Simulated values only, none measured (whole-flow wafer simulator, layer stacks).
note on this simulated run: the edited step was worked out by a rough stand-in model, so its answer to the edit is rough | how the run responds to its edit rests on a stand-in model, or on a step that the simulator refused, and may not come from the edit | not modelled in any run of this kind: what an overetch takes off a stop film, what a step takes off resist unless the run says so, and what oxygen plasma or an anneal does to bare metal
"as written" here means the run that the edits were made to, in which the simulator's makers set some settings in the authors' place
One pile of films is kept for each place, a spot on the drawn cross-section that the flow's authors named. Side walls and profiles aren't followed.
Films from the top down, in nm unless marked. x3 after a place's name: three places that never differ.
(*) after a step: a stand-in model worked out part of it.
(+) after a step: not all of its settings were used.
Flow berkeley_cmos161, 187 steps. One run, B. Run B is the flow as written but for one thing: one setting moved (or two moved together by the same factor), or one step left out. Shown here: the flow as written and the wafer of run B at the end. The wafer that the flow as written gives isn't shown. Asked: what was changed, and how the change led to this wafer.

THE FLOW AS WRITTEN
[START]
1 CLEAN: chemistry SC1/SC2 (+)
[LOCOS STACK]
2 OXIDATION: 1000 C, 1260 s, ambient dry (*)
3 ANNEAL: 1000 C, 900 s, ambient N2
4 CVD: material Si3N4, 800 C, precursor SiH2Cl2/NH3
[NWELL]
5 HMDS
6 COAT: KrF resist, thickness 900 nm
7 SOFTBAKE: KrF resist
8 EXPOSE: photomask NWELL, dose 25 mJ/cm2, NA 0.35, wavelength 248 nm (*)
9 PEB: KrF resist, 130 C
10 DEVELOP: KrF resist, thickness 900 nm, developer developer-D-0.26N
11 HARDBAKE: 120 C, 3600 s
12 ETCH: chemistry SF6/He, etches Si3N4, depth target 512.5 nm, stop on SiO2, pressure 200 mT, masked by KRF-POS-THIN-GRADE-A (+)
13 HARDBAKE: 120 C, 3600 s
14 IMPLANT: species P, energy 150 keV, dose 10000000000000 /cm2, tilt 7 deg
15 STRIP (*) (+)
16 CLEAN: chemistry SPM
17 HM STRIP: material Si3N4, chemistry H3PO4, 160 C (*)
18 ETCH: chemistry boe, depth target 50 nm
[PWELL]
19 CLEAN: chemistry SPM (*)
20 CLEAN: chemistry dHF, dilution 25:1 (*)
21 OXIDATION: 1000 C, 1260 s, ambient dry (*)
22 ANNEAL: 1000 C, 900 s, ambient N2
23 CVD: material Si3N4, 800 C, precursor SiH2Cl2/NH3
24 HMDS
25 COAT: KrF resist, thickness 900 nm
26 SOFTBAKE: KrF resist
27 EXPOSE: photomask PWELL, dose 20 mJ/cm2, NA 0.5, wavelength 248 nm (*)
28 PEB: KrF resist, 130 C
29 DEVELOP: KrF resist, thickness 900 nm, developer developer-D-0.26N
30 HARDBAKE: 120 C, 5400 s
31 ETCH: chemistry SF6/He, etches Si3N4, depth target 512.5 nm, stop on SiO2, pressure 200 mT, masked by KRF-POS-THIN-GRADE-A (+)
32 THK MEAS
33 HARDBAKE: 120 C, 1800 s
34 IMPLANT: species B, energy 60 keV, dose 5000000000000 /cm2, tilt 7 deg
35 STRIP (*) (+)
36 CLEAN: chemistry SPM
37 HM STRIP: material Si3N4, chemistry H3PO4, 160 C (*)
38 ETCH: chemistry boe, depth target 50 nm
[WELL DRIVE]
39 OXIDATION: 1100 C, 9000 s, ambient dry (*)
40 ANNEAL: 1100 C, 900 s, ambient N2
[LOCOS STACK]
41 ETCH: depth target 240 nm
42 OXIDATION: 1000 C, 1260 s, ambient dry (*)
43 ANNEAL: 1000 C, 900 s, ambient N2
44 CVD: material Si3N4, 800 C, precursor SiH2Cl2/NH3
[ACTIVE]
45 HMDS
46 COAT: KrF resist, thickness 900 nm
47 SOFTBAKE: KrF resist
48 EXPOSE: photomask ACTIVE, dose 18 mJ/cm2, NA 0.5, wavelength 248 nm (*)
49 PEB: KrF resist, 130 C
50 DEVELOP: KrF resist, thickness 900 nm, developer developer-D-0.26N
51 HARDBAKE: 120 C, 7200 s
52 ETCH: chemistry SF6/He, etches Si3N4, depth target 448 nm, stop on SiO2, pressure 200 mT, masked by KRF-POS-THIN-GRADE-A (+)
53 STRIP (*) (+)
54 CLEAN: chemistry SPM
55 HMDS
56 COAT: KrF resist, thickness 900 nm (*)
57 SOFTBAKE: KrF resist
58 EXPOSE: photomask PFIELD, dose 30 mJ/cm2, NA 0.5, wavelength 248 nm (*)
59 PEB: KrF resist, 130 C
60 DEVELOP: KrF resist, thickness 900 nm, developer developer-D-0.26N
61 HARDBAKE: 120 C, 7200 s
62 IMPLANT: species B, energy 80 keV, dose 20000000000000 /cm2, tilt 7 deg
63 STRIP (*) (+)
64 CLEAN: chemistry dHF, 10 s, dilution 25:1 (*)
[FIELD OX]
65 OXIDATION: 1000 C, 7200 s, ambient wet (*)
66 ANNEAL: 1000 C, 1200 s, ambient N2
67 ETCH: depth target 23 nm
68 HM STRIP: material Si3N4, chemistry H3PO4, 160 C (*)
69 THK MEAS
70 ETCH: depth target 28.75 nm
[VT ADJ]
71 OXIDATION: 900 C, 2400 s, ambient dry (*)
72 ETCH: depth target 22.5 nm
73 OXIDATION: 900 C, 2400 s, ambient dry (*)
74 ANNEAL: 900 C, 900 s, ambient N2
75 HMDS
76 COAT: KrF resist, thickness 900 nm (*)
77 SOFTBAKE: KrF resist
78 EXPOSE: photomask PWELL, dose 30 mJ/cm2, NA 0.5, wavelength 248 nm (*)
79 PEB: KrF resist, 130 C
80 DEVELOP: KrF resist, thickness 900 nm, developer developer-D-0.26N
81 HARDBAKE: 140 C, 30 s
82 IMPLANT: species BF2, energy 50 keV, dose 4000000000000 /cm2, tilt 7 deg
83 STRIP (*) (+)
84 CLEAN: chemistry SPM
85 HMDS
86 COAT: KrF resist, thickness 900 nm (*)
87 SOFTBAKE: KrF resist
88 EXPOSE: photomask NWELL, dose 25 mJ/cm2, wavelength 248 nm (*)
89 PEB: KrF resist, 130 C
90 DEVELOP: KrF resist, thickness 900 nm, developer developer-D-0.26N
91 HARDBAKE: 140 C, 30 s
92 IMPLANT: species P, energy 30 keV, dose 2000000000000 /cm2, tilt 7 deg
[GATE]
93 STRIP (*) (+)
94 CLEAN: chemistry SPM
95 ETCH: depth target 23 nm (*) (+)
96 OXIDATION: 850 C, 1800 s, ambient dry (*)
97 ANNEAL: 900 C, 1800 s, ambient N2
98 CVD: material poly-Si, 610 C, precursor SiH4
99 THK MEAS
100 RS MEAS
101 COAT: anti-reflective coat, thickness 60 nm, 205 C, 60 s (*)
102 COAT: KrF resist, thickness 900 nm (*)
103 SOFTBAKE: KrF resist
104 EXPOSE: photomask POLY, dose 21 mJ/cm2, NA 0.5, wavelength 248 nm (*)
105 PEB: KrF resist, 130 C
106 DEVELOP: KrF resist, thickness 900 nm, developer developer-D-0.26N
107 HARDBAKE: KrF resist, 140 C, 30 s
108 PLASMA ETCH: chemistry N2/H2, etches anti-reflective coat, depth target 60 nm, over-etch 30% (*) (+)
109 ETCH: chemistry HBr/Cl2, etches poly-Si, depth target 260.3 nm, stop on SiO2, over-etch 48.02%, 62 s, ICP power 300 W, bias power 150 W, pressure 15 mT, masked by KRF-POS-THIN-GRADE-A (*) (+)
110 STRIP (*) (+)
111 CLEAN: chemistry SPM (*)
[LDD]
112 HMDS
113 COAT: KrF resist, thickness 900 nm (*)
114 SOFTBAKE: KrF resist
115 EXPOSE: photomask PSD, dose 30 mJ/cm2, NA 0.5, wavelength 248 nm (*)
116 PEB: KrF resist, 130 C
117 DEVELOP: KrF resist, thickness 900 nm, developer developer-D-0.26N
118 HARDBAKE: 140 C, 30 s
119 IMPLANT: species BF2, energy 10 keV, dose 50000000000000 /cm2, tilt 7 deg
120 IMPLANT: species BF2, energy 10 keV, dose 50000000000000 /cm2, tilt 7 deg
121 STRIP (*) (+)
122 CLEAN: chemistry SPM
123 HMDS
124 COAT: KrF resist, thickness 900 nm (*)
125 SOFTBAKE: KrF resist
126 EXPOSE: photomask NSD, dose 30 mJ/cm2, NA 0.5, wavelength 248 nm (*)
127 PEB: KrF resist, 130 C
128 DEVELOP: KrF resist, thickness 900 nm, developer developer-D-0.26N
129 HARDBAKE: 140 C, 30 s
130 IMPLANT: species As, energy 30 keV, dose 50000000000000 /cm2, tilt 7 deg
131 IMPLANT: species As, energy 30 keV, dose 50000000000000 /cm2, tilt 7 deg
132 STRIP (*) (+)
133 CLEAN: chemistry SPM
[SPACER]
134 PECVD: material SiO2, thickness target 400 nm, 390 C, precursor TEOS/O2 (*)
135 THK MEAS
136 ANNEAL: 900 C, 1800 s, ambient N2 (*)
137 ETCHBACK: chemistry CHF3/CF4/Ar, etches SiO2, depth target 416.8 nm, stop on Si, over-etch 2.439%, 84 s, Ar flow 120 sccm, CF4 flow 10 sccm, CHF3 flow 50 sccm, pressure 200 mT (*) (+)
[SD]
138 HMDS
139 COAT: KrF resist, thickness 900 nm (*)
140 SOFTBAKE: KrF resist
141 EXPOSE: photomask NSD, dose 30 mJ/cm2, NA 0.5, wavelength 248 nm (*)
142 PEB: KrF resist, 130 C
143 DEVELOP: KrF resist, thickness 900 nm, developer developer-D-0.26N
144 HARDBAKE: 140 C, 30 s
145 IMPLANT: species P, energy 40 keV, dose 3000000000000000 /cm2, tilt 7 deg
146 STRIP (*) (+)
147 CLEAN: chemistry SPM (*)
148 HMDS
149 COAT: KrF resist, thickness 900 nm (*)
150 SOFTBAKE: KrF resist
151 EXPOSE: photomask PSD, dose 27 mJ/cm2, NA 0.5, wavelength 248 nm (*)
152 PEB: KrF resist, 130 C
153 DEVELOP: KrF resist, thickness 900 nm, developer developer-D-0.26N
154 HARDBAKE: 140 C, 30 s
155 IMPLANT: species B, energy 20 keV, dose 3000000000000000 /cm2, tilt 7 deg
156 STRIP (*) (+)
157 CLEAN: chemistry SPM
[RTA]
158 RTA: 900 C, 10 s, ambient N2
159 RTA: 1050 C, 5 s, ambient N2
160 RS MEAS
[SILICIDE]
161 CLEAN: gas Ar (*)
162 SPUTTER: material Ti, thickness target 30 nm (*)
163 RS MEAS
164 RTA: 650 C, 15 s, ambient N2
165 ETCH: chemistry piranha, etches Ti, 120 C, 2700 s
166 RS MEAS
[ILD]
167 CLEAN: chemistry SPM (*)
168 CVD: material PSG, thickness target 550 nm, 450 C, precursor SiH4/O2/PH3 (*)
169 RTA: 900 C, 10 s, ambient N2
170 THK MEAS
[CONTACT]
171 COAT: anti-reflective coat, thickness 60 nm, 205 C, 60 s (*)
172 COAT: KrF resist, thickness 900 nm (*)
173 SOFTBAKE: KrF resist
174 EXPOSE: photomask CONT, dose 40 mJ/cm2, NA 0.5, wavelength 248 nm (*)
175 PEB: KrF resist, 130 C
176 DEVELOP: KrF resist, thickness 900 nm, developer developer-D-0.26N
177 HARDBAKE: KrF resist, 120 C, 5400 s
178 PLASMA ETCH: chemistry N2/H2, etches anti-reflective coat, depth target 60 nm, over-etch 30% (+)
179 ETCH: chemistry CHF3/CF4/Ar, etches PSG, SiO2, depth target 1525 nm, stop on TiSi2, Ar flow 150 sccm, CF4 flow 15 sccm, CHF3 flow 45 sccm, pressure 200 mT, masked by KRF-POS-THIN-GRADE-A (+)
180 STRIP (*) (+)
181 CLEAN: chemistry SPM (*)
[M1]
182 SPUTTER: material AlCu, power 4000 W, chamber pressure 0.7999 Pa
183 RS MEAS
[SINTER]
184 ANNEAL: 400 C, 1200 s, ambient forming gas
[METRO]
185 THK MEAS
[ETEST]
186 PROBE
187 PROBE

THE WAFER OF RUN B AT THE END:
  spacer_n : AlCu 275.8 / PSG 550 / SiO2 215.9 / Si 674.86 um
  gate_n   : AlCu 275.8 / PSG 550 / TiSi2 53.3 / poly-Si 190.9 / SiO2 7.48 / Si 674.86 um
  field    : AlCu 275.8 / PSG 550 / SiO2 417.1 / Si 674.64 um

The cause: step 136, ANNEAL: 720 C was run, where the flow has 900 C.

How the change led to this, step by step:
  136 ANNEAL: 900 C, 1800 s, ambient N2 (*)
      field, sd_n, gate_n, gate_p, contact, m1: SiO2 -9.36 (as written it would be: SiO2 -18)
      spacer_n, sd_p, spacer_p: SiO2 -9.01 (as written it would be: SiO2 -17.3)
  137 ETCHBACK: chemistry CHF3/CF4/Ar, etches SiO2, depth target 416.8 nm, stop on Si, over-etch 2.439%, 84 s, Ar flow 120 sccm, CF4 flow 10 sccm, CHF3 flow 50 sccm, pressure 200 mT (*) (+)
      gate_n, gate_p: SiO2 -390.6 (all of it), chemical SiO2 -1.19 (all of it), poly-Si -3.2 (as written it would be: SiO2 -382 (all of it), chemical SiO2 -1.19 (all of it), poly-Si -3.98)
      sd_n: SiO2 -396.6 (all of it) (as written it would be: SiO2 -387.9 (all of it))
      (and at 3 more places)
  171 COAT: anti-reflective coat, thickness 60 nm, 205 C, 60 s (*)
      sd_n: anti-reflective coat +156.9 (new film) (as written it would be: anti-reflective coat +149.7 (new film))
      spacer_n: anti-reflective coat +40 (new film) (as written it would be: anti-reflective coat +41.3 (new film))
      (and at 4 more places)
  180 STRIP (*) (+)
      sd_n: KrF resist -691 (all of it), anti-reflective coat -156.9 (all of it) (as written it would be: KrF resist -692.5 (all of it), anti-reflective coat -149.7 (all of it))
      spacer_n: KrF resist -635 (all of it), anti-reflective coat -40 (all of it) (as written it would be: KrF resist -635.2 (all of it), anti-reflective coat -41.3 (all of it))
      (and at 4 more places)
